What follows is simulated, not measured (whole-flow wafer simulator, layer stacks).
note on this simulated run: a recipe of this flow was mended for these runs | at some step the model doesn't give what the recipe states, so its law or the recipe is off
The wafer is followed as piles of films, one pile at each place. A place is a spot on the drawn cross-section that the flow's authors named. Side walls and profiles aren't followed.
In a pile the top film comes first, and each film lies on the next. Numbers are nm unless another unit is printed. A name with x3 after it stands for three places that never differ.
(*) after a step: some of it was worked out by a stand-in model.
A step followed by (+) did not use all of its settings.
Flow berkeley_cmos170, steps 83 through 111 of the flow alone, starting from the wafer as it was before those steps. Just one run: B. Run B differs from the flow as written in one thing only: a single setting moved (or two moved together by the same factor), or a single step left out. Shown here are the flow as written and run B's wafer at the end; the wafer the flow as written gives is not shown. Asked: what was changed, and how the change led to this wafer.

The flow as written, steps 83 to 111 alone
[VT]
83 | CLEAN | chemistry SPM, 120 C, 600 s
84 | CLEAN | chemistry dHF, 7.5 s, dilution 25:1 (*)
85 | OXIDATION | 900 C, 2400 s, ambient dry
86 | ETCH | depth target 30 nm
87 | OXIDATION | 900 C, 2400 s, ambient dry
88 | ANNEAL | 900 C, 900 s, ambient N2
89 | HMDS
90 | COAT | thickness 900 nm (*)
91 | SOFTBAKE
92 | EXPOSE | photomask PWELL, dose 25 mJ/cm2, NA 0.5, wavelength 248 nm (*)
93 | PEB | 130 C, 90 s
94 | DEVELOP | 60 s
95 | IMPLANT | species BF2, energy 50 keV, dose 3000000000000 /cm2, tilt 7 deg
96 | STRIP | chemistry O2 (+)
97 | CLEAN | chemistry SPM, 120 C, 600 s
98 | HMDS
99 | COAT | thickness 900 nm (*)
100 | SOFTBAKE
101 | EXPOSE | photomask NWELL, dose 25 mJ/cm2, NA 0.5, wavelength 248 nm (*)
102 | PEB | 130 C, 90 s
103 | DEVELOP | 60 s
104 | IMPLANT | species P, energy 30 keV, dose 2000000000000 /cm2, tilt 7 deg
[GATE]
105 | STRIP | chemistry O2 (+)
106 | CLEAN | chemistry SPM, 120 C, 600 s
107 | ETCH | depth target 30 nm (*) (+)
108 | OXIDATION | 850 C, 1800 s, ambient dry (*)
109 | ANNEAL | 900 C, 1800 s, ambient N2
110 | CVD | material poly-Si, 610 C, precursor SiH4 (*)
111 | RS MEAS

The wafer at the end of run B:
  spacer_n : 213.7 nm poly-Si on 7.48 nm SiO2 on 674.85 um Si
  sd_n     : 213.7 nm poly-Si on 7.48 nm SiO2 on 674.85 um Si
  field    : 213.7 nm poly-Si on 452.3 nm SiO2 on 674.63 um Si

What caused this: step 86, ETCH: depth target 6 nm was run, while the flow as written has depth target 30 nm.

Step by step, how the change led to this:
  86 | ETCH | depth target 30 nm
      mark, sd_n, spacer_n and 9 more: SiO2 loses 6 (it would be, as written: SiO2 loses 14.9 (all of it))
      field: SiO2 loses 6 (it would be, as written: SiO2 loses 30)
  87 | OXIDATION | 900 C, 2400 s, ambient dry
      mark, sd_n, spacer_n and 9 more: SiO2 gains 9.87, Si loses 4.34 (it would be, as written: SiO2 gains 14.9 (new film), Si loses 6.57)
  107 | ETCH | depth target 30 nm (*) (+)
      mark, sd_n, spacer_n and 9 more: SiO2 loses 18.8 (all of it) (it would be, as written: SiO2 loses 14.9 (all of it))
